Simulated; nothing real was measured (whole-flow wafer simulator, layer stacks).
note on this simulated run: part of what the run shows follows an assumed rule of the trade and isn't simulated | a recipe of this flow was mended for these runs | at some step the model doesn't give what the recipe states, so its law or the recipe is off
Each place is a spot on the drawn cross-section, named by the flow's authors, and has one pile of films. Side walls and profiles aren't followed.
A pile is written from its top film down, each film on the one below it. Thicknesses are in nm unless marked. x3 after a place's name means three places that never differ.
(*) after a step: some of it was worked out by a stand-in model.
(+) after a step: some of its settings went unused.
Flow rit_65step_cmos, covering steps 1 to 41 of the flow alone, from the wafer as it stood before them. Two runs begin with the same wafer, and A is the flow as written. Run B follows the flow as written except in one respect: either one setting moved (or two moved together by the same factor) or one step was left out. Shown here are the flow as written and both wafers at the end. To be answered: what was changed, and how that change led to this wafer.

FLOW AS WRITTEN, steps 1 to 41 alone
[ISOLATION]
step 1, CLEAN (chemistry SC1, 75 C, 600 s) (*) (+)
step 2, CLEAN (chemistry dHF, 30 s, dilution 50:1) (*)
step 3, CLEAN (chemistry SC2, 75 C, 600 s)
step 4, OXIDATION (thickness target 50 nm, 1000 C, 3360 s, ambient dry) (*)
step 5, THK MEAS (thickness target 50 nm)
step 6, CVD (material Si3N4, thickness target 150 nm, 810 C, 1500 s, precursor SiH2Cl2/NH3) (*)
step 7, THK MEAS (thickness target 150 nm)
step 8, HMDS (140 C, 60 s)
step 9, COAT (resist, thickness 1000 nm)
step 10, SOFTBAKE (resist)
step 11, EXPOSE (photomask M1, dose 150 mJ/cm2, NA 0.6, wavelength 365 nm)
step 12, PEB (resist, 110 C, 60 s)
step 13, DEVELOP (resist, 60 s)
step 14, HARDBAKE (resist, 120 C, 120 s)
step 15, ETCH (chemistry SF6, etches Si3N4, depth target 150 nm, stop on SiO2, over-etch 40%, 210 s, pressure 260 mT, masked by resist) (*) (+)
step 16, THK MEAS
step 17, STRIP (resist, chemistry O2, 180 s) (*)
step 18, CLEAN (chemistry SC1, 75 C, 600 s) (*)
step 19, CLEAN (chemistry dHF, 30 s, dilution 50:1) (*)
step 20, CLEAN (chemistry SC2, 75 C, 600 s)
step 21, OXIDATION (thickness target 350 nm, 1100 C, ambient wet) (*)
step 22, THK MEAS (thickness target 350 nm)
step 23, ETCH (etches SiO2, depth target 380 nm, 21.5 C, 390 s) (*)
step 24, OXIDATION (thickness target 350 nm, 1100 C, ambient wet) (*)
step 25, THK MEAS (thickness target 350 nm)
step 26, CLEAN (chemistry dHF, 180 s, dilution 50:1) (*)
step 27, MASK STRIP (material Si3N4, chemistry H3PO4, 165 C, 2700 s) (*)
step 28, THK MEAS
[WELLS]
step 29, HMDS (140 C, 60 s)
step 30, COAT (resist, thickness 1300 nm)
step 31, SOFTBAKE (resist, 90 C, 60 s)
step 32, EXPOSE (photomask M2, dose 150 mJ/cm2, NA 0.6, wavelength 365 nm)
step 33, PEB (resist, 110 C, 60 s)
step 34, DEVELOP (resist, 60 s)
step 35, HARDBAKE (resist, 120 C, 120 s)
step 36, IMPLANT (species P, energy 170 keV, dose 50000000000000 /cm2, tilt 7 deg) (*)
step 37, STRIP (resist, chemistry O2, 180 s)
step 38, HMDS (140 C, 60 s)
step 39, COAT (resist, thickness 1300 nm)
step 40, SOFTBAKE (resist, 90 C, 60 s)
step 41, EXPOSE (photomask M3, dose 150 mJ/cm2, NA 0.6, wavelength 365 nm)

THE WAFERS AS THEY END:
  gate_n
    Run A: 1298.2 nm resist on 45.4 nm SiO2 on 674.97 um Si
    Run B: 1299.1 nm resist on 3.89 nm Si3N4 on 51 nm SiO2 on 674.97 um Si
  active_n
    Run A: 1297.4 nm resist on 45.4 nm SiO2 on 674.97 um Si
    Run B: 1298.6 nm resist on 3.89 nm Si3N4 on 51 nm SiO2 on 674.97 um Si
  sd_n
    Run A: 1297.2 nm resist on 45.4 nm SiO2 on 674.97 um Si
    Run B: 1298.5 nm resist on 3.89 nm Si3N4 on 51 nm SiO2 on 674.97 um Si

What caused this: step 6, CVD: thickness target 299 nm was run, though the flow has thickness target 150 nm; step 6, CVD: 2991 s was run, where the flow has 1500 s.

The path from the change to this, step by step:
  step 6, CVD (material Si3N4, thickness target 150 nm, 810 C, 1500 s, precursor SiH2Cl2/NH3) (*)
      field, field_pw, field_nw and 11 more: A Si3N4 gains 150 (new film) | B Si3N4 gains 299 (new film)
  step 15, ETCH (chemistry SF6, etches Si3N4, depth target 150 nm, stop on SiO2, over-etch 40%, 210 s, pressure 260 mT, masked by resist) (*) (+)
      field, field_pw, field_nw, field_p: A Si3N4 loses 150 (all of it), SiO2 loses 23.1 | B Si3N4 loses 210
  step 18, CLEAN (chemistry SC1, 75 C, 600 s) (*)
      field, field_pw, field_nw, field_p: A SiO2 loses 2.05 | B Si3N4 loses 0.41
  step 19, CLEAN (chemistry dHF, 30 s, dilution 50:1) (*)
      field, field_pw, field_nw, field_p: A SiO2 loses 2.78 | B Si3N4 loses 0.43
  step 21, OXIDATION (thickness target 350 nm, 1100 C, ambient wet) (*)
      gate_n, gate_p, spacer, spacer_p, sd_n, sd_p, contact, m1: A SiO2 gains 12 (new film), Si3N4 loses 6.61, SiO2 gains 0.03 | B SiO2 gains 12 (new film), Si3N4 loses 6.61
      field, field_p: A SiO2 gains 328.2, Si loses 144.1 | B SiO2 gains 12 (new film), Si3N4 loses 6.61
      (as well as at 2 more places)
  step 23, ETCH (etches SiO2, depth target 380 nm, 21.5 C, 390 s) (*)
      field, field_p: A SiO2 loses 351.3 (all of it), Si loses 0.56 | B SiO2 loses 12 (all of it), Si3N4 loses 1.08
      field_pw, field_nw: A SiO2 loses 355.4 (all of it), Si loses 0.49 | B SiO2 loses 12 (all of it), Si3N4 loses 1.08
      (as well as at 10 more places)
  step 24, OXIDATION (thickness target 350 nm, 1100 C, ambient wet) (*)
      field, field_pw, field_nw, field_p: A SiO2 gains 350 (new film), Si loses 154 | B SiO2 gains 12 (new film), Si3N4 loses 6.61
  step 26, CLEAN (chemistry dHF, 180 s, dilution 50:1) (*)
      field, field_pw, field_nw, field_p: A SiO2 loses 16.7 | B SiO2 loses 12 (all of it), Si3N4 loses 0.44
  step 27, MASK STRIP (material Si3N4, chemistry H3PO4, 165 C, 2700 s) (*)
      active_n, active_p, gate_n and 7 more: A Si3N4 loses 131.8 (all of it), SiO2 loses 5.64 | B Si3N4 loses 279.6
      field, field_pw, field_nw, field_p: A SiO2 loses 10.7 | B Si3N4 loses 73.4 (all of it), SiO2 loses 7.87
